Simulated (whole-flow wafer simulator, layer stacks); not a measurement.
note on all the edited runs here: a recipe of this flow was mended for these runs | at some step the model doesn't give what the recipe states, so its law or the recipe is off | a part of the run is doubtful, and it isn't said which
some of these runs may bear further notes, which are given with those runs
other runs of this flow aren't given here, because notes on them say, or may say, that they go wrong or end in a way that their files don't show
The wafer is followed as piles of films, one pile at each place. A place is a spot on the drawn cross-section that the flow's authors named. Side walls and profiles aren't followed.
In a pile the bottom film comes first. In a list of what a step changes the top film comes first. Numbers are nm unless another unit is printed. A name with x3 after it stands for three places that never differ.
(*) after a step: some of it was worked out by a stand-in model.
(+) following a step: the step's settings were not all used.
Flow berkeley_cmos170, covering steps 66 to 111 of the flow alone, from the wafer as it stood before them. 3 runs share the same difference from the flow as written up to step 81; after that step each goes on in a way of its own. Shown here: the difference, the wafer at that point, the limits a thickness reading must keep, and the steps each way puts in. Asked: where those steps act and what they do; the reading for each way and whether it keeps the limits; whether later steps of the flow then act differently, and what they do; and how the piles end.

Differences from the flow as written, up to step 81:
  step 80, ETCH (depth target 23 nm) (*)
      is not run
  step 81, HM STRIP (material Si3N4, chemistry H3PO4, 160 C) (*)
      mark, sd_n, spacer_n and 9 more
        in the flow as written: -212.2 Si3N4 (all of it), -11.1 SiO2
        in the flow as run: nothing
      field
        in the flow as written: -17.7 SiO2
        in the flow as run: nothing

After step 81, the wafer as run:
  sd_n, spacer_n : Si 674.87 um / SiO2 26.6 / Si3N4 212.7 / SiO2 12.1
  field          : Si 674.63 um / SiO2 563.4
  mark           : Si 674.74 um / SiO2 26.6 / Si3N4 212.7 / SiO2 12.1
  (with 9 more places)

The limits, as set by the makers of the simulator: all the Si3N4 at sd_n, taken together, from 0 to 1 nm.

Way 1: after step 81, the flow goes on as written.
  After step 81, the reading is 212.7 nm, outside the limits.
  Steps later in the flow that act otherwise than as written (not shown: 2 more steps that differ only slightly, by at most 2% or 0.5 nm, whichever is larger):
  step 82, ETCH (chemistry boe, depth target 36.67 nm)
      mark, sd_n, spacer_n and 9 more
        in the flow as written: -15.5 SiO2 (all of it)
        going this way: -12.1 SiO2 (all of it), -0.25 Si3N4
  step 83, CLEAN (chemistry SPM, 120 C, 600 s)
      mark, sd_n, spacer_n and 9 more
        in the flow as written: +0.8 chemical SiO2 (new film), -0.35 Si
        going this way: nothing
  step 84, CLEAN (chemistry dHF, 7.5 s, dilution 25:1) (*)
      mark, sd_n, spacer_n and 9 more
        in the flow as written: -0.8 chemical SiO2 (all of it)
        going this way: -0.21 Si3N4
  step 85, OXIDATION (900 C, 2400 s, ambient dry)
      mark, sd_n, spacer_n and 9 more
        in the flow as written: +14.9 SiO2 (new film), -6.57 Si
        going this way: nothing
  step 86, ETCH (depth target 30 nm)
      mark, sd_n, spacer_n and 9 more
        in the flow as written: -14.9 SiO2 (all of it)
        going this way: -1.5 Si3N4
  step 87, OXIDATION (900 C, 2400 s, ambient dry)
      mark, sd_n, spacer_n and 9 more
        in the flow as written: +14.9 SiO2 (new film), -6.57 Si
        going this way: nothing
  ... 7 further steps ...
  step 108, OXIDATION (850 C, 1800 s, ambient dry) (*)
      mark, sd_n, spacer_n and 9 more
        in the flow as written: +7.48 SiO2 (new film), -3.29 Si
        going this way: nothing
  The piles end different from the flow's at field, mark, sd_n and 10 more by more than 2% or 0.5 nm, whichever is larger.
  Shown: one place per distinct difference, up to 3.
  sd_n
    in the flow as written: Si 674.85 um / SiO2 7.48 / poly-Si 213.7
    going this way: Si 674.87 um / SiO2 26.6 / Si3N4 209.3 / poly-Si 213.7
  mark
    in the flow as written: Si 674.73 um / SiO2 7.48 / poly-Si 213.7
    going this way: Si 674.74 um / SiO2 26.6 / Si3N4 209.3 / poly-Si 213.7
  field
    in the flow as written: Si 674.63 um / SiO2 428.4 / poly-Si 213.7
    going this way: Si 674.63 um / SiO2 468.9 / poly-Si 213.7

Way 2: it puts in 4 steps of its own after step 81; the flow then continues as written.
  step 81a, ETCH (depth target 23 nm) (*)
      mark, sd_n, spacer_n and 9 more
        -12.1 SiO2 (all of it), -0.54 Si3N4
      field
        -23 SiO2
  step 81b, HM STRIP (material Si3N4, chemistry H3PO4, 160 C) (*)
      mark, sd_n, spacer_n and 9 more
        -212.2 Si3N4 (all of it), -11.1 SiO2
      field
        -17.7 SiO2
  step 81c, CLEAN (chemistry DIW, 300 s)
      leaves every film unchanged at each place that is followed
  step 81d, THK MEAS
      leaves every film unchanged at each place that is followed
  After step 81d, the reading is 0 nm, within the limits.
  None of the later steps of the flow acts differently than as written at any place that is followed.
  The piles end the same as the flow's at every place that both follow.

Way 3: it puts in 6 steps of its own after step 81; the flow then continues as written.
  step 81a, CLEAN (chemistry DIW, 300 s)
      leaves every film unchanged at each place that is followed
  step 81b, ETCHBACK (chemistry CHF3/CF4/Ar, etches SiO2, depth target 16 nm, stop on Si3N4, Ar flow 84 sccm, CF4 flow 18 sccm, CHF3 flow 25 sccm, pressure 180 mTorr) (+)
      mark, sd_n, spacer_n and 9 more
        -12.1 SiO2 (all of it), -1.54 Si3N4
      field
        -16 SiO2
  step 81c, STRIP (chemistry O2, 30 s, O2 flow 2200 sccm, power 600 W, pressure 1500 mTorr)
      leaves every film unchanged at each place that is followed
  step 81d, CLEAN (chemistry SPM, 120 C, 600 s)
      leaves every film unchanged at each place that is followed
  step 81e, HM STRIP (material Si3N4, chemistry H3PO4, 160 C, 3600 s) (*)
      mark, sd_n, spacer_n and 9 more
        -211.2 Si3N4 (all of it), -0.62 SiO2
      field
        -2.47 SiO2
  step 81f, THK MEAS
      leaves every film unchanged at each place that is followed
  After step 81f, the reading is 0 nm, within the limits.
  Steps later in the flow that act otherwise than as written (not shown: 11 more steps that differ only slightly, by at most 2% or 0.5 nm, whichever is larger):
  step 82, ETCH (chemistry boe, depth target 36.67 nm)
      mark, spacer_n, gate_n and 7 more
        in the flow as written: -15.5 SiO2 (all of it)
        going this way: -25.9 SiO2 (all of it)
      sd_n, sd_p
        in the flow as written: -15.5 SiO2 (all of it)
        going this way: -26 SiO2 (all of it)
  The piles end different from the flow's at field by more than 2% or 0.5 nm, whichever is larger.
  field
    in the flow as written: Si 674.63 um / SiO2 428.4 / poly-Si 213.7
    going this way: Si 674.63 um / SiO2 450.5 / poly-Si 213.7

The limits are kept by: way 2, way 3. They are not kept by: way 1.
